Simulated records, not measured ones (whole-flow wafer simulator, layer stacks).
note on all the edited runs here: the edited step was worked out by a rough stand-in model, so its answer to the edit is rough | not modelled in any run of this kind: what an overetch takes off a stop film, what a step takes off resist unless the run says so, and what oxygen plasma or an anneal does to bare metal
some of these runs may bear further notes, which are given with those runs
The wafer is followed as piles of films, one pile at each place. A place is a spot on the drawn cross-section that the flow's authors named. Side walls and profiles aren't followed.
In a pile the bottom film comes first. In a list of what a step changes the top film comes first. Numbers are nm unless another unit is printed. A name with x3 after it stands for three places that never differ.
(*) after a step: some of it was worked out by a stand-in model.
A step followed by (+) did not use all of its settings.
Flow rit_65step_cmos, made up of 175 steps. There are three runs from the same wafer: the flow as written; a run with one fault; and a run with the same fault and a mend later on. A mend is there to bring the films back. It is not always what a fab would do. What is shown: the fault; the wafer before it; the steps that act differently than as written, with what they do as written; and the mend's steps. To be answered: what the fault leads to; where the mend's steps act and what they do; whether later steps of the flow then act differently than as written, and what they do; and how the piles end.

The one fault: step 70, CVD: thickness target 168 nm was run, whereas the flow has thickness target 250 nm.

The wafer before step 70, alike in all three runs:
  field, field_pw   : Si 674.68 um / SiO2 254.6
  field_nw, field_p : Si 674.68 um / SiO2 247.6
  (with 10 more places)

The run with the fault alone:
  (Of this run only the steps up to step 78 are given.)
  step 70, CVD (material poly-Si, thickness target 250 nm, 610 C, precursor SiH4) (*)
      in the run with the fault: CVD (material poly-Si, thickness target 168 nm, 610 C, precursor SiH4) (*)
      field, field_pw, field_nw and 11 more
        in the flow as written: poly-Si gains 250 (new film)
        in the run with the fault: poly-Si gains 168 (new film)
  None of the later steps of the flow up to step 78 differs from how it acts as written, at any place that is followed, by more than 2% or 0.5 nm, whichever is larger.
  The piles after step 78 differ from the flow's at field, field_pw, field_nw and 11 more by more than 2% or 0.5 nm, whichever is larger.
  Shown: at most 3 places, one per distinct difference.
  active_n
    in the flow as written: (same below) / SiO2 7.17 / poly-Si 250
    in the run with the fault: (same below) / SiO2 7.17 / poly-Si 168
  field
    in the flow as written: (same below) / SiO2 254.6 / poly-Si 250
    in the run with the fault: (same below) / SiO2 254.6 / poly-Si 168
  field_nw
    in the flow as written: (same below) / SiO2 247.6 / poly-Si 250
    in the run with the fault: (same below) / SiO2 247.6 / poly-Si 168

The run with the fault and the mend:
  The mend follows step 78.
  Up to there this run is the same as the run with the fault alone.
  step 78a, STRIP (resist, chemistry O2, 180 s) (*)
      field, field_pw, field_nw and 9 more
        chemical SiO2 gains 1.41 (new film), poly-Si loses 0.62
      gate_n, gate_p
        chemical SiO2 gains 1.33 (new film), resist loses 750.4 (all of it), poly-Si loses 0.59
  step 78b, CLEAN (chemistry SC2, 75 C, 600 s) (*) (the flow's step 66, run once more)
      alters no film at any place that is followed
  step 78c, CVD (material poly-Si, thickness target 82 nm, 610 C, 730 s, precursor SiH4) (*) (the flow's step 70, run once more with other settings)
      field, field_pw, field_nw and 11 more
        poly-Si gains 82 (new film)
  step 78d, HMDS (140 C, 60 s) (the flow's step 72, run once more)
      alters no film at any place that is followed
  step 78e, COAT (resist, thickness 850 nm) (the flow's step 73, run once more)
      active_n, active_p, sd_p
        resist gains 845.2 (new film)
      gate_n, gate_p, sd_n
        resist gains 846.9 (new film)
      spacer, spacer_p
        resist gains 846.8 (new film)
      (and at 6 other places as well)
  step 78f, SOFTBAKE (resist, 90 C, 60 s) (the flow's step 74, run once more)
      alters no film at any place that is followed
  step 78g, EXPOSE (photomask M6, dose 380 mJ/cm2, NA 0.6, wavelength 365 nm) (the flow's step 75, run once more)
      alters no film at any place that is followed
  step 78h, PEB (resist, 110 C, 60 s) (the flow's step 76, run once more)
      gate_n, gate_p, spacer, spacer_p, sd_n, contact, m1
        resist loses 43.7
      active_n, active_p, sd_p
        resist loses 43.6
      field
        resist loses 45.3
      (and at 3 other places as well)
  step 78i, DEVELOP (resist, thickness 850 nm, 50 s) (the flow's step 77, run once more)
      active_n, active_p
        resist loses 801.6 (all of it)
      spacer, spacer_p
        resist loses 803.1 (all of it)
      field
        resist loses 832.7 (all of it)
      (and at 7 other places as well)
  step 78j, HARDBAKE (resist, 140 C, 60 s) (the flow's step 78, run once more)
      gate_n, gate_p
        resist loses 52.7
  Steps further on in the flow that do not act as written (37 other steps are not shown; they differ only slightly, by no more than 2% or 0.5 nm, whichever is larger):
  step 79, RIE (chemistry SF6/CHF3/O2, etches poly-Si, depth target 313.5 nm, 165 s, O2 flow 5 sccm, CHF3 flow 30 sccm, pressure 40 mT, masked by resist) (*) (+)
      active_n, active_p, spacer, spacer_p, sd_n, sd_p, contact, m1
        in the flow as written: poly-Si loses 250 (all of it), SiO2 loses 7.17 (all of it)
        in the run with the mend: poly-Si loses 82 (all of it), chemical SiO2 loses 1.41 (all of it), poly-Si loses 167.4 (all of it), SiO2 loses 7.17 (all of it)
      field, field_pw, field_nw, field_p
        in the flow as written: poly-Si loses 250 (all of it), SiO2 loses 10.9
        in the run with the mend: poly-Si loses 82 (all of it), chemical SiO2 loses 1.41 (all of it), poly-Si loses 167.4 (all of it), SiO2 loses 9.65
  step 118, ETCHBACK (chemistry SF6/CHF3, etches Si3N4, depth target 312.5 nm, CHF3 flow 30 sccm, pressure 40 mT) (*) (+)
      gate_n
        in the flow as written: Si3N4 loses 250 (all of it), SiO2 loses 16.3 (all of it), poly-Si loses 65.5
        in the run with the mend: Si3N4 loses 250 (all of it), SiO2 loses 16.3 (all of it), poly-Si loses 64.9 (all of it), chemical SiO2 loses 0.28
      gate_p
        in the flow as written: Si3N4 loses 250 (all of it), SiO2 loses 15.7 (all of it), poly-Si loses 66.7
        in the run with the mend: Si3N4 loses 250 (all of it), SiO2 loses 15.7 (all of it), poly-Si loses 64.9 (all of it), chemical SiO2 loses 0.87
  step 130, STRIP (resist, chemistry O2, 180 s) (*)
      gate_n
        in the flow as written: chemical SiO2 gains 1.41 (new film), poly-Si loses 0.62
        in the run with the mend: chemical SiO2 gains 0.46, poly-Si loses 0.2
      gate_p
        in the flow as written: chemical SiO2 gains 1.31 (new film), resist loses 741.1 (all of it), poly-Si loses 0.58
        in the run with the mend: resist loses 739.8 (all of it), chemical SiO2 gains 0.86, poly-Si loses 0.38
  The piles end only slightly different from the flow's at the places that both follow, by no more than 2% or 0.5 nm, whichever is larger.
